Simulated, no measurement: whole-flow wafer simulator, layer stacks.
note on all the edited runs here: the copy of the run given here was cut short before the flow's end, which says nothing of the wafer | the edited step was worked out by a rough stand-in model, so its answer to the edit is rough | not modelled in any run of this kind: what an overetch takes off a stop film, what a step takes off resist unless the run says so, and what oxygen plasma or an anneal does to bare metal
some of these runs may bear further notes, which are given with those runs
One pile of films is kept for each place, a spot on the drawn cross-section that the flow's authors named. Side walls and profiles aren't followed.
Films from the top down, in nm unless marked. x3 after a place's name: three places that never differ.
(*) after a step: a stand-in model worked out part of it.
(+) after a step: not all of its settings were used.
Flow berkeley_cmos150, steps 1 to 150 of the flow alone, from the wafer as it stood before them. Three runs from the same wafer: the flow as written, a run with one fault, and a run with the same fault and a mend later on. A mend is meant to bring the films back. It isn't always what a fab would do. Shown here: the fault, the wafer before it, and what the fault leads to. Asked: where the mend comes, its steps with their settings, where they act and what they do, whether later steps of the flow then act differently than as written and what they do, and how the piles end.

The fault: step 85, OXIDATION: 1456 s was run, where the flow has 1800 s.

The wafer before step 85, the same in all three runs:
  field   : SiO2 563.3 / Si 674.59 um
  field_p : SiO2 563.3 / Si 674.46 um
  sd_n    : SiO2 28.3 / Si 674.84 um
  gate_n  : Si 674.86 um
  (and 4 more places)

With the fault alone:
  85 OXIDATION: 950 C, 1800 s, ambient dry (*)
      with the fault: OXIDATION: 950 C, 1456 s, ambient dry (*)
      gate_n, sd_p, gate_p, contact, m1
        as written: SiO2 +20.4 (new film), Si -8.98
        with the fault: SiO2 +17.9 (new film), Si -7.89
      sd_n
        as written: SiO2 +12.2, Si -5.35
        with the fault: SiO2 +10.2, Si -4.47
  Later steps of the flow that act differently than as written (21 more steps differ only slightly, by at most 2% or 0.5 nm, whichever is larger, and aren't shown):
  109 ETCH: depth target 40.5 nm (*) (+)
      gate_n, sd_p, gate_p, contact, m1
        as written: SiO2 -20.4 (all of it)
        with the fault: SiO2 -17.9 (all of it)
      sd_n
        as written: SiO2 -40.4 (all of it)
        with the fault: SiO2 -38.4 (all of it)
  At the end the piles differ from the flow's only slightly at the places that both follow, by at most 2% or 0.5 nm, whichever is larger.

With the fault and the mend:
  The mend comes after step 94.
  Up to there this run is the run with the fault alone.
  94a STRIP (*) (+)
      field_p
        KrF resist -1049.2 (all of it)
      sd_p
        KrF resist -1274.1 (all of it)
      gate_p
        KrF resist -1248.8 (all of it)
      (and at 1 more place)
  94b CLEAN: chemistry SPM, 600 s (the flow's step 77 once more)
      changes no film at any place that is followed
  94c OXIDATION: 950 C, 286 s, ambient dry (*) (the flow's step 85 once more, with other settings)
      gate_n, sd_p, gate_p, contact, m1
        SiO2 +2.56, Si -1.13
      field, field_p
        SiO2 +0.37, Si -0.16
      sd_n
        SiO2 +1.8, Si -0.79
  94d HMDS (the flow's step 88 once more)
      changes no film at any place that is followed
  94e COAT: KrF resist, thickness 1100 nm (*) (the flow's step 89 once more)
      field
        KrF resist +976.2 (new film)
      field_p
        KrF resist +1087.8 (new film)
      sd_n
        KrF resist +1243 (new film)
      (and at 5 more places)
  94f SOFTBAKE: KrF resist (the flow's step 90 once more)
      changes no film at any place that is followed
  94g EXPOSE: photomask NWELL INV, NA 0.5, wavelength 248 nm (*) (the flow's step 91 once more)
      changes no film at any place that is followed
  94h PEB: KrF resist, 110 C, 90 s (the flow's step 92 once more)
      field
        KrF resist -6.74
      field_p
        KrF resist -7.53
      sd_n
        KrF resist -8.63
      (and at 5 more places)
  94i DEVELOP: KrF resist, thickness 1100 nm, developer developer-D-0.26N, 45 s (the flow's step 93 once more)
      field_p, sd_p, gate_p, m1
        KrF resist -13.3
      field
        KrF resist -969.5 (all of it)
      sd_n
        KrF resist -1234.4 (all of it)
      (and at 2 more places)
  94j HARDBAKE: 120 C, 7200 s (the flow's step 94 once more)
      field_p
        KrF resist -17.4
      sd_p
        KrF resist -21.4
      gate_p
        KrF resist -20.9
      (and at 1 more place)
  No later step of the flow acts differently than as written, at any place that is followed, by more than 2% or 0.5 nm, whichever is larger.
  At the end the piles differ from the flow's only slightly at the places that both follow, by at most 2% or 0.5 nm, whichever is larger.
